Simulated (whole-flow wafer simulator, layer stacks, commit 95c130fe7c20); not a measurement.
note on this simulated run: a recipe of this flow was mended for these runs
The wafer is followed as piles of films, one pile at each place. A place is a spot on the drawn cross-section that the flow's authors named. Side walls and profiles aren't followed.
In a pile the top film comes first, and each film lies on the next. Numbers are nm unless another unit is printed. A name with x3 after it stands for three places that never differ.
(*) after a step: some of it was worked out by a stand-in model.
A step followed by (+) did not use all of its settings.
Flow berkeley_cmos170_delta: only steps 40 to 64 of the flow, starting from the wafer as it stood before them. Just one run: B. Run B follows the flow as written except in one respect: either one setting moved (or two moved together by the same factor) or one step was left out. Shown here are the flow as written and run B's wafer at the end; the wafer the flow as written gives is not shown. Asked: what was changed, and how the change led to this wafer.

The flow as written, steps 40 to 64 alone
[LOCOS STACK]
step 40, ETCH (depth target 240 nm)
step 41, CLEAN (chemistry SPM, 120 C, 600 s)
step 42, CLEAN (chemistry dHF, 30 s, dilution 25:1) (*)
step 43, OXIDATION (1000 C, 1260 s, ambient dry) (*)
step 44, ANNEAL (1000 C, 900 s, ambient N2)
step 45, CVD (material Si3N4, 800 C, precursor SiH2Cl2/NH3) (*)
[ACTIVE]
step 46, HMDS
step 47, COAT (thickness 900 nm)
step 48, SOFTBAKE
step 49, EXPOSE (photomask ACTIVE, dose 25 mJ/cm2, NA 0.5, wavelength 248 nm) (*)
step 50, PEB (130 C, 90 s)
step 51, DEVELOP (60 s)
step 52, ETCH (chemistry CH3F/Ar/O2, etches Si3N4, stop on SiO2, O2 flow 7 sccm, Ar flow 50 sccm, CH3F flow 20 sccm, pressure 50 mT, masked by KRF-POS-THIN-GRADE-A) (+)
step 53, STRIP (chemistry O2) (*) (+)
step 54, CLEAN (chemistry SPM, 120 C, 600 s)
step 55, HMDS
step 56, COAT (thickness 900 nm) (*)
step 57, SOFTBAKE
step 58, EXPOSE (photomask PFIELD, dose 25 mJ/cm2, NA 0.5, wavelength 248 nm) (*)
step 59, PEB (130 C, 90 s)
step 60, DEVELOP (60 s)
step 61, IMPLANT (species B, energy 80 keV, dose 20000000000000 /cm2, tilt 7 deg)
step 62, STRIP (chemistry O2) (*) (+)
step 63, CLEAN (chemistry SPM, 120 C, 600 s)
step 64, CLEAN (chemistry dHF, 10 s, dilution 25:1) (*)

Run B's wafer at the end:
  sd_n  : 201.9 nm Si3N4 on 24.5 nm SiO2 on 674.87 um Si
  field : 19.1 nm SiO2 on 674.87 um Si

What caused this: step 43, OXIDATION: 992 C was run, whereas the flow has 1000 C.

How this came from the change, step by step:
  step 43, OXIDATION (1000 C, 1260 s, ambient dry) (*)
      field, sd_n, spacer_n and 6 more: SiO2 gains 24.5 (new film), Si loses 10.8 (it would be, as written: SiO2 gains 26.6 (new film), Si loses 11.7)
